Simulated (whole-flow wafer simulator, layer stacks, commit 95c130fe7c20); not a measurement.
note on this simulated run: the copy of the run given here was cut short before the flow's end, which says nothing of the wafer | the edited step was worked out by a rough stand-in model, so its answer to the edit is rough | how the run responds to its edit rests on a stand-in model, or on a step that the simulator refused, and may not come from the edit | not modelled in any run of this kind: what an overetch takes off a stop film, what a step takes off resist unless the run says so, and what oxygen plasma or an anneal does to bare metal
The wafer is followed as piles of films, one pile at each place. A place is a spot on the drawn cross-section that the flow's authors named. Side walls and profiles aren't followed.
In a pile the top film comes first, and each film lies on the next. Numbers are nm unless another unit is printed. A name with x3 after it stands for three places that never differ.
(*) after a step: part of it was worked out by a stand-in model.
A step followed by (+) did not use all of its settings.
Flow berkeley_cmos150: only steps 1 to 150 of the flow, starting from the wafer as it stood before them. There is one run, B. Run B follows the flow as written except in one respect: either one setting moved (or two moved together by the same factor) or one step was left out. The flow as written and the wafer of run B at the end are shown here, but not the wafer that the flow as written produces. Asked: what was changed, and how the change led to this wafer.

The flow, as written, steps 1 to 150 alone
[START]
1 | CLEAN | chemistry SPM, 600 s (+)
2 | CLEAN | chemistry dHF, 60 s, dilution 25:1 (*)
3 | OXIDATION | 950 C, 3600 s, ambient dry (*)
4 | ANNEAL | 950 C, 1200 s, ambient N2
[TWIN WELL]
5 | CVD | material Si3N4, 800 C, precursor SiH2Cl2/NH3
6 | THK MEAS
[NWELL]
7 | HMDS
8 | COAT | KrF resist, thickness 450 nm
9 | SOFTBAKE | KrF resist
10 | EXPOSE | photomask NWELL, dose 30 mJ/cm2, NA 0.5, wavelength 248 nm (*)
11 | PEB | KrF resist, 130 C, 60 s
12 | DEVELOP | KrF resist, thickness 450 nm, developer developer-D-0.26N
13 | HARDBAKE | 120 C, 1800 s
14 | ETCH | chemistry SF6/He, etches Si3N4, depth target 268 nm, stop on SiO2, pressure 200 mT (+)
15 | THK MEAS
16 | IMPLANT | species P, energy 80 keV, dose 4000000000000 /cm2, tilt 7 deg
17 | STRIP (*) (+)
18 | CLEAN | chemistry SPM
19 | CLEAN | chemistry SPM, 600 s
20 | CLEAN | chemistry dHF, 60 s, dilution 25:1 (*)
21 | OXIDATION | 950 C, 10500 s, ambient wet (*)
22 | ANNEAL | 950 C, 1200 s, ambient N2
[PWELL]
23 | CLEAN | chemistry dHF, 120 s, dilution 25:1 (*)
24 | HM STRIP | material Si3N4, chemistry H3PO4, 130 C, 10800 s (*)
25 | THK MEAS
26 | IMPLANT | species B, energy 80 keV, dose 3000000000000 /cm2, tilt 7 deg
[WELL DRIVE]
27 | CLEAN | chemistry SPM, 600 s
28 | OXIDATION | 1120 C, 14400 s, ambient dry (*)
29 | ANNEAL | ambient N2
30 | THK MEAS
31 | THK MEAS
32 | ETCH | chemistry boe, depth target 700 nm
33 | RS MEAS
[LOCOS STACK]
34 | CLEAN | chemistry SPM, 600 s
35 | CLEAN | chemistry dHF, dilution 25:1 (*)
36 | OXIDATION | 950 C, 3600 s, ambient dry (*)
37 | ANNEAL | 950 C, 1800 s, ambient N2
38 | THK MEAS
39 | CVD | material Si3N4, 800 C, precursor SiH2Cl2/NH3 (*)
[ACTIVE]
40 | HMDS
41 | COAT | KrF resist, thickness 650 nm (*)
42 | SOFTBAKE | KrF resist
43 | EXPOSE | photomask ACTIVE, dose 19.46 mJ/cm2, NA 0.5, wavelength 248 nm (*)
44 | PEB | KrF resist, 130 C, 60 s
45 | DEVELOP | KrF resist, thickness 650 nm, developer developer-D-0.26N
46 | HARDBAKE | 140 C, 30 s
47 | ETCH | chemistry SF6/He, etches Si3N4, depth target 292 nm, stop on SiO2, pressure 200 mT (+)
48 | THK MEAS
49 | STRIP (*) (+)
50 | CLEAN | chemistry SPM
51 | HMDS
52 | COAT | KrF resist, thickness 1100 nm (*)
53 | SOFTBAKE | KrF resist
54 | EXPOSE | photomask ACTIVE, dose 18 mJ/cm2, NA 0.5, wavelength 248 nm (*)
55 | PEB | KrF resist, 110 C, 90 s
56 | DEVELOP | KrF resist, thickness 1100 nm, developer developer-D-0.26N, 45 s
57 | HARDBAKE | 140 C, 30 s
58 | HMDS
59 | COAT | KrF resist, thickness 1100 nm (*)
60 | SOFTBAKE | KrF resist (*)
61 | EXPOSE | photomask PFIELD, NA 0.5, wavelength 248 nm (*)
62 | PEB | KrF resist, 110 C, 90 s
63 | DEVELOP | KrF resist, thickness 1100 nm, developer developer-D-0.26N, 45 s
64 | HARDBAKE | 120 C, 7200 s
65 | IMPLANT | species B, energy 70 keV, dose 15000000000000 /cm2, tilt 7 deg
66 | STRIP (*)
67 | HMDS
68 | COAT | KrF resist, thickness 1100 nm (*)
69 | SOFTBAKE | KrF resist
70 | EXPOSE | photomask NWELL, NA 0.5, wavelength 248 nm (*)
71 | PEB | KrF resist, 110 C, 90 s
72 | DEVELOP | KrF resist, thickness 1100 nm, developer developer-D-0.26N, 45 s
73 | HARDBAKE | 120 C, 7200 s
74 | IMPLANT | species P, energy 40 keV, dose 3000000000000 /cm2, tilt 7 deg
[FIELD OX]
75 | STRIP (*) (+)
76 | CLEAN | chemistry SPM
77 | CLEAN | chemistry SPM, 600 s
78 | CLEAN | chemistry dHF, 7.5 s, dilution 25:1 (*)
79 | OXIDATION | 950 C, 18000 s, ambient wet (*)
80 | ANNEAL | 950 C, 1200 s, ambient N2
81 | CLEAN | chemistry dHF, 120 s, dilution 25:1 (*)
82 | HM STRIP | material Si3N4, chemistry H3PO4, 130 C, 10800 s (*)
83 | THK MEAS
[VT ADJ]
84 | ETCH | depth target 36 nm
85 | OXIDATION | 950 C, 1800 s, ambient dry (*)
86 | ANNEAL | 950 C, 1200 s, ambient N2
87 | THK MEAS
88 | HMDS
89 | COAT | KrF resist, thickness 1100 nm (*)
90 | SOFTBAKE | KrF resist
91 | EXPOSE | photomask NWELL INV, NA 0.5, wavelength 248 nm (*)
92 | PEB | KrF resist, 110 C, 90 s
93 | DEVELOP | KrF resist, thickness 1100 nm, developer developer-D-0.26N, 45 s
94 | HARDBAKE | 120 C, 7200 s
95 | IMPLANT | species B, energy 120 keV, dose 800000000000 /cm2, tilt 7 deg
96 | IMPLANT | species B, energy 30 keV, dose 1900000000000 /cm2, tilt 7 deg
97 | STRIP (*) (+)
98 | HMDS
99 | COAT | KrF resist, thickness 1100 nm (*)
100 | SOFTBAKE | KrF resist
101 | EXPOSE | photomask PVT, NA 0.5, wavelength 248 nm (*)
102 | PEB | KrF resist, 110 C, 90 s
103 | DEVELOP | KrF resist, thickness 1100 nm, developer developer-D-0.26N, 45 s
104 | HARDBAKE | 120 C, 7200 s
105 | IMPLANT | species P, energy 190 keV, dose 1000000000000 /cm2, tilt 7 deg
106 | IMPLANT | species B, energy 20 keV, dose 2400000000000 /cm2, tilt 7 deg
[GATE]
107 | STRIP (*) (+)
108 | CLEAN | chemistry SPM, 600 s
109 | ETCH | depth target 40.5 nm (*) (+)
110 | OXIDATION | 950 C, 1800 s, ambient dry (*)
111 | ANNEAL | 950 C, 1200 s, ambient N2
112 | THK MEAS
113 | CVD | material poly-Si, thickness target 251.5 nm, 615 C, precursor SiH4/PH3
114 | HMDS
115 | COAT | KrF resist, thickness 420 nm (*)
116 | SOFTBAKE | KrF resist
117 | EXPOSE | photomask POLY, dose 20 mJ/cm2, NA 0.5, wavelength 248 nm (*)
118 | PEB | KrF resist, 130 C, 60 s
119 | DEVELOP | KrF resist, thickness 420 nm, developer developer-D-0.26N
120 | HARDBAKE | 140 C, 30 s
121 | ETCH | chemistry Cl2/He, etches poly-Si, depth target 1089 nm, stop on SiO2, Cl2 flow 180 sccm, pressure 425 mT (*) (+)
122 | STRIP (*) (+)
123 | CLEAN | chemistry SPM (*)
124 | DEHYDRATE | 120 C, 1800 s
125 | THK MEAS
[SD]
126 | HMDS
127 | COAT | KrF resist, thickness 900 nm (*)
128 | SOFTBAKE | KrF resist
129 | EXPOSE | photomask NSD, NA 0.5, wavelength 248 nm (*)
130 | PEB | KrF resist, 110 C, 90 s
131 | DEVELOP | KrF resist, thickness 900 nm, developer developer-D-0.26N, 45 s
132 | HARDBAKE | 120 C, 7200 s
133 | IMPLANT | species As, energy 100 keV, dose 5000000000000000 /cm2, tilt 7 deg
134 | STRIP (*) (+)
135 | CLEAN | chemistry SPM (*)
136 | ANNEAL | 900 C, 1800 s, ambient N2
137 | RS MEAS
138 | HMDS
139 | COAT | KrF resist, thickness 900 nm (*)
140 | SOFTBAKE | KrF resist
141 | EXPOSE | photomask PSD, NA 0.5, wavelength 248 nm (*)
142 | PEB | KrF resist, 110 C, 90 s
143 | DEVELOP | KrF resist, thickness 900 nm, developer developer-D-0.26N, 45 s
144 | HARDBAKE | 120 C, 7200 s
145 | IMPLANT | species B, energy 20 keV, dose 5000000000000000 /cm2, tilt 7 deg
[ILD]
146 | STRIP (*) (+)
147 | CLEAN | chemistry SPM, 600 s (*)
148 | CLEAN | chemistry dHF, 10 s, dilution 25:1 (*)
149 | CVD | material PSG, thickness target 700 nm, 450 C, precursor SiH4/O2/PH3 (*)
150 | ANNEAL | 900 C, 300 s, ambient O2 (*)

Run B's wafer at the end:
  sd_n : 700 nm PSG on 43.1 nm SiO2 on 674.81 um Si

What caused this: step 39, CVD: 734 C was run, whereas the flow has 800 C.

Step by step, how the change led to this:
  39 | CVD | material Si3N4, 800 C, precursor SiH2Cl2/NH3 (*)
      field, field_p, sd_n, gate_n, sd_p, gate_p, contact, m1: +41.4 Si3N4 (new film) (as written it would have been: +106 Si3N4 (new film))
  47 | ETCH | chemistry SF6/He, etches Si3N4, depth target 292 nm, stop on SiO2, pressure 200 mT (+)
      sd_n, gate_n, sd_p, gate_p, contact, m1: -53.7 KrF resist (as written it would have been: -124 KrF resist)
      field, field_p: -41.4 Si3N4 (all of it), -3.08 SiO2 (as written it would have been: -106 Si3N4 (all of it), -3.08 SiO2)
  49 | STRIP (*) (+)
      sd_n: -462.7 KrF resist (all of it) (as written it would have been: -392.4 KrF resist (all of it))
      gate_n: -470.9 KrF resist (all of it) (as written it would have been: -400.6 KrF resist (all of it))
      (as well as at 4 more places)
  52 | COAT | KrF resist, thickness 1100 nm (*)
      sd_n: +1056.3 KrF resist (new film) (as written it would have been: +1019.1 KrF resist (new film))
      gate_n: +1069.5 KrF resist (new film) (as written it would have been: +1039.7 KrF resist (new film))
      (as well as at 4 more places)
  57 | HARDBAKE | 140 C, 30 s
      sd_n: -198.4 KrF resist (as written it would have been: -191.5 KrF resist)
      gate_n: -200.7 KrF resist (as written it would have been: -195.3 KrF resist)
      (as well as at 4 more places)
  59 | COAT | KrF resist, thickness 1100 nm (*)
      sd_n: +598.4 KrF resist (as written it would have been: +581.3 KrF resist)
      gate_n: +702.5 KrF resist (as written it would have been: +684.4 KrF resist)
      (as well as at 4 more places)
  66 | STRIP (*)
      sd_n: -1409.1 KrF resist (all of it) (as written it would have been: -1362.4 KrF resist (all of it))
      gate_n: -1521.5 KrF resist (all of it) (as written it would have been: -1479.7 KrF resist (all of it))
      (as well as at 4 more places)
  68 | COAT | KrF resist, thickness 1100 nm (*)
      sd_n: +1056.3 KrF resist (new film) (as written it would have been: +1019.1 KrF resist (new film))
      gate_n: +1069.5 KrF resist (new film) (as written it would have been: +1039.7 KrF resist (new film))
      (as well as at 4 more places)
  72 | DEVELOP | KrF resist, thickness 1100 nm, developer developer-D-0.26N, 45 s
      sd_p: -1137 KrF resist (all of it) (as written it would have been: -1103.9 KrF resist (all of it))
      gate_p: -1136.6 KrF resist (all of it) (as written it would have been: -1108 KrF resist (all of it))
  73 | HARDBAKE | 120 C, 7200 s
      gate_n, contact: -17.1 KrF resist (as written it would have been: -16.5 KrF resist)
      sd_n: -16.8 KrF resist (as written it would have been: -16.2 KrF resist)
      (as well as at 1 more place)
  75 | STRIP (*) (+)
      sd_n: -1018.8 KrF resist (all of it) (as written it would have been: -982.6 KrF resist (all of it))
      gate_n: -1031.7 KrF resist (all of it) (as written it would have been: -1002.7 KrF resist (all of it))
      (as well as at 2 more places)
  79 | OXIDATION | 950 C, 18000 s, ambient wet (*)
      contact: +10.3 SiO2 (new film), -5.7 Si3N4, +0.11 SiO2 (as written it would have been: +10.3 SiO2 (new film), -5.7 Si3N4)
      sd_n: +10.3 SiO2 (new film), -5.7 Si3N4, +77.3 SiO2, -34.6 Si (as written it would have been: +10.3 SiO2 (new film), -5.7 Si3N4, +34.7 SiO2, -15.4 Si)
  82 | HM STRIP | material Si3N4, chemistry H3PO4, 130 C, 10800 s (*)
      sd_n, gate_n, contact, m1: -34 Si3N4 (all of it), -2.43 SiO2 (as written it would have been: -98.7 Si3N4 (all of it), -1.88 SiO2)
      sd_p, gate_p: -33.9 Si3N4 (all of it), -2.43 SiO2 (as written it would have been: -98.6 Si3N4 (all of it), -1.88 SiO2)
  84 | ETCH | depth target 36 nm
      sd_p: -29 SiO2 (all of it) (as written it would have been: -29.6 SiO2 (all of it))
  85 | OXIDATION | 950 C, 1800 s, ambient dry (*)
      sd_n: +7.88 SiO2, -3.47 Si (as written it would have been: +12.2 SiO2, -5.35 Si)
  109 | ETCH | depth target 40.5 nm (*) (+)
      sd_n: -40.5 SiO2 (as written it would have been: -40.4 SiO2 (all of it))
  ... 3 other steps ...
  122 | STRIP (*) (+)
      gate_n: +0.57 chemical SiO2 (new film), -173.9 KrF resist (all of it), -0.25 poly-Si (as written it would have been: +0.57 chemical SiO2 (new film), -169.8 KrF resist (all of it), -0.25 poly-Si)
